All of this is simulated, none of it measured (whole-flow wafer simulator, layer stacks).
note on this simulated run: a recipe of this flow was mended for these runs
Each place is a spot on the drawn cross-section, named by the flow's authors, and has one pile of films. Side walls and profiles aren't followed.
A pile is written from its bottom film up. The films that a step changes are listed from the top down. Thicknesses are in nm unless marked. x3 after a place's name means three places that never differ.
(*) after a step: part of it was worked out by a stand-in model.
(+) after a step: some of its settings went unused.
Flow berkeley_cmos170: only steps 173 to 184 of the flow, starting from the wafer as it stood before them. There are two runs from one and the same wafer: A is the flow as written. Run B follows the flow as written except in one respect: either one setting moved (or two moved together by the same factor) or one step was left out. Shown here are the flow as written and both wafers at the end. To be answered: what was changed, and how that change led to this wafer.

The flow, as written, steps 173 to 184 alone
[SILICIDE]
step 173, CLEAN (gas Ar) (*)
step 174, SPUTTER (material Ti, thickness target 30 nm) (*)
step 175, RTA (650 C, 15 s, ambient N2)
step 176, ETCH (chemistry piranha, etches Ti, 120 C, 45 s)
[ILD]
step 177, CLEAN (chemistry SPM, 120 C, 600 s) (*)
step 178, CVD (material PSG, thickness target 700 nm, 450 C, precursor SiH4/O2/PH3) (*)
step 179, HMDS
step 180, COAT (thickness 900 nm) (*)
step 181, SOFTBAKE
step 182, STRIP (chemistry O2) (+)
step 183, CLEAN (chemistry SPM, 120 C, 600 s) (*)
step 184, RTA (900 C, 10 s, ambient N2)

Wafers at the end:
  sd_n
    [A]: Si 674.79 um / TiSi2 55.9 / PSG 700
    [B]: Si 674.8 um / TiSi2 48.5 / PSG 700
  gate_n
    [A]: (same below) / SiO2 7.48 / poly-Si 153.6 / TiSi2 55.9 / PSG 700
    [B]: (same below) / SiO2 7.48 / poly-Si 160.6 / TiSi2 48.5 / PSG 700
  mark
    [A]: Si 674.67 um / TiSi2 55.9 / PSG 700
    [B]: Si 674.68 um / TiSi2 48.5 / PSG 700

What caused this: step 174, SPUTTER: thickness target 26 nm was run, while the flow as written has thickness target 30 nm.

The path from the change to this, step by step:
  step 174, SPUTTER (material Ti, thickness target 30 nm) (*)
      field, mark, sd_n and 10 more: A +30 Ti (new film) | B +26 Ti (new film)
  step 175, RTA (650 C, 15 s, ambient N2)
      mark, sd_n, sd_p, contact, m1, via1, m2, via2: A -23.4 Ti, +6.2 TiSi first (new film), +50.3 TiSi2 C49 (new film), -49 Si | B -20.3 Ti, +51.6 TiSi2 C49 (new film), -46 Si
      gate_n, gate_p: A -23.4 Ti, +6.2 TiSi first (new film), +50.3 TiSi2 C49 (new film), -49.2 poly-Si | B -20.3 Ti, +51.6 TiSi2 C49 (new film), -46.2 poly-Si
  step 176, ETCH (chemistry piranha, etches Ti, 120 C, 45 s)
      mark, sd_n, gate_n and 7 more: A -6.6 Ti (all of it), -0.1 TiSi first | B -5.72 Ti (all of it), -0.1 TiSi2 C49
      field, spacer_n, spacer_p: A -30 Ti (all of it) | B -26 Ti (all of it)
  step 184, RTA (900 C, 10 s, ambient N2)
      mark, sd_n, sd_p, contact, m1, via1, m2, via2: A under 1 film: +55.9 TiSi2 (new film), -6.09 TiSi first (all of it), -50.3 TiSi2 C49 (all of it), -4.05 Si | B under 1 film: +48.5 TiSi2 (new film), -51.5 TiSi2 C49 (all of it)
      gate_n, gate_p: A under 1 film: +55.9 TiSi2 (new film), -6.09 TiSi first (all of it), -50.3 TiSi2 C49 (all of it), -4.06 poly-Si | B under 1 film: +48.5 TiSi2 (new film), -51.5 TiSi2 C49 (all of it)
